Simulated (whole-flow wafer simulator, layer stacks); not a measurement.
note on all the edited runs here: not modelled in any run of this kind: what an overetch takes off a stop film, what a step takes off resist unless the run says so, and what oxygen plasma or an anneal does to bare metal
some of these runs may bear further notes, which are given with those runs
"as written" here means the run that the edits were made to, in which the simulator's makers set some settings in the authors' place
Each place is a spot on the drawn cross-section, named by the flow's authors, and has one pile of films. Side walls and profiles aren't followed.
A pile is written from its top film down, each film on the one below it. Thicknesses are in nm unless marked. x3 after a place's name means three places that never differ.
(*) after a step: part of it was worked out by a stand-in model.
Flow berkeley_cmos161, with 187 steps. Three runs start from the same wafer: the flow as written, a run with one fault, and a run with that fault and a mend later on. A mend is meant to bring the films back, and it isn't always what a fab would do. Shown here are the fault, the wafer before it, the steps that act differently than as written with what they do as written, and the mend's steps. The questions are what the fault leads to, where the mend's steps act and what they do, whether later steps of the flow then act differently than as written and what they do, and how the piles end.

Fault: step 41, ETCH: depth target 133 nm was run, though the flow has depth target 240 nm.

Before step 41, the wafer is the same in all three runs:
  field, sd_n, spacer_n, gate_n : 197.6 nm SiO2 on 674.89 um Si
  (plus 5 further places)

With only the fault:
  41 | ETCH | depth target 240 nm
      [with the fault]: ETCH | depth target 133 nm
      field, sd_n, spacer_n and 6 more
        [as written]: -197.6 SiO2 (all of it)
        [with the fault]: -133 SiO2
  Steps further on in the flow that do not act as written (42 more steps, not shown, differ only slightly: by at most 2% or 0.5 nm, whichever is larger):
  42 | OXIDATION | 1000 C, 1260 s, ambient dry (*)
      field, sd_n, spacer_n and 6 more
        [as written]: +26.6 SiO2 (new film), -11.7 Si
        [with the fault]: +14 SiO2, -6.15 Si
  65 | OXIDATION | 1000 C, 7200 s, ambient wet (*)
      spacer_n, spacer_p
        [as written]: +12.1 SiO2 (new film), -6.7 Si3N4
        [with the fault]: +12.1 SiO2 (new film), -6.7 Si3N4, +0.1 SiO2
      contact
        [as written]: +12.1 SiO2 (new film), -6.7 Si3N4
        [with the fault]: +12.1 SiO2 (new film), -6.7 Si3N4, +0.19 SiO2, -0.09 Si
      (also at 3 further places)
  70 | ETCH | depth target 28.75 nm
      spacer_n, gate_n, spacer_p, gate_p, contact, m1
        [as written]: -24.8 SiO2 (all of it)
        [with the fault]: -28.8 SiO2
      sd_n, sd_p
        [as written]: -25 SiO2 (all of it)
        [with the fault]: -28.8 SiO2
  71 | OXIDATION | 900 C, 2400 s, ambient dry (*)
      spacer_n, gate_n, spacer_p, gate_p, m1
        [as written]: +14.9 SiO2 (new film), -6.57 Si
        [with the fault]: +8.24 SiO2, -3.62 Si
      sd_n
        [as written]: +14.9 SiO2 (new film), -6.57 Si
        [with the fault]: +7.66 SiO2, -3.37 Si
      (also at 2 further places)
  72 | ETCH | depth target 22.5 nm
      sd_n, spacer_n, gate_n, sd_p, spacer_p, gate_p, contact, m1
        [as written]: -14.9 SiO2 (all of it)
        [with the fault]: -22.5 SiO2
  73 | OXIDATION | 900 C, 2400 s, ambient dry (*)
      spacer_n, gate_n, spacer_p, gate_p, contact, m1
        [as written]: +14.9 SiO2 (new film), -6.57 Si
        [with the fault]: +7.62 SiO2, -3.35 Si
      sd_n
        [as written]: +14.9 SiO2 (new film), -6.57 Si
        [with the fault]: +7.16 SiO2, -3.15 Si
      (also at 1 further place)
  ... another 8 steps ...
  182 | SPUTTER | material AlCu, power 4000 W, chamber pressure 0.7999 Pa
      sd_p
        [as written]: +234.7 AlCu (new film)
        [with the fault]: +227.4 AlCu (new film)
  By the end, the piles at field, spacer_n, gate_n, sd_p, spacer_p, gate_p depart from the flow's by more than 2% or 0.5 nm, whichever is larger.
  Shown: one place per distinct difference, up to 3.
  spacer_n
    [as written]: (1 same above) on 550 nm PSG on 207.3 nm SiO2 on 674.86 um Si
    [with the fault]: (1 same above) on 550 nm PSG on 222 nm SiO2 on 674.87 um Si
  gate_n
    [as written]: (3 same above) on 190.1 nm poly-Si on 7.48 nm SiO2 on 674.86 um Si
    [with the fault]: (3 same above) on 190.1 nm poly-Si on 22.2 nm SiO2 on 674.87 um Si
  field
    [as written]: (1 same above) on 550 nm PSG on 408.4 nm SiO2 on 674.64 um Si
    [with the fault]: (1 same above) on 550 nm PSG on 426.3 nm SiO2 on 674.66 um Si

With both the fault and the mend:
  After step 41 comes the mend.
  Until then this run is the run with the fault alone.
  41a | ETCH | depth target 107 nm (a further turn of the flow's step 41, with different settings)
      field, sd_n, spacer_n and 6 more
        -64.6 SiO2 (all of it)
  Every later step of the flow that is run acts as written at every place that is followed.
  By the end, the piles equal the flow's at every place that both follow.
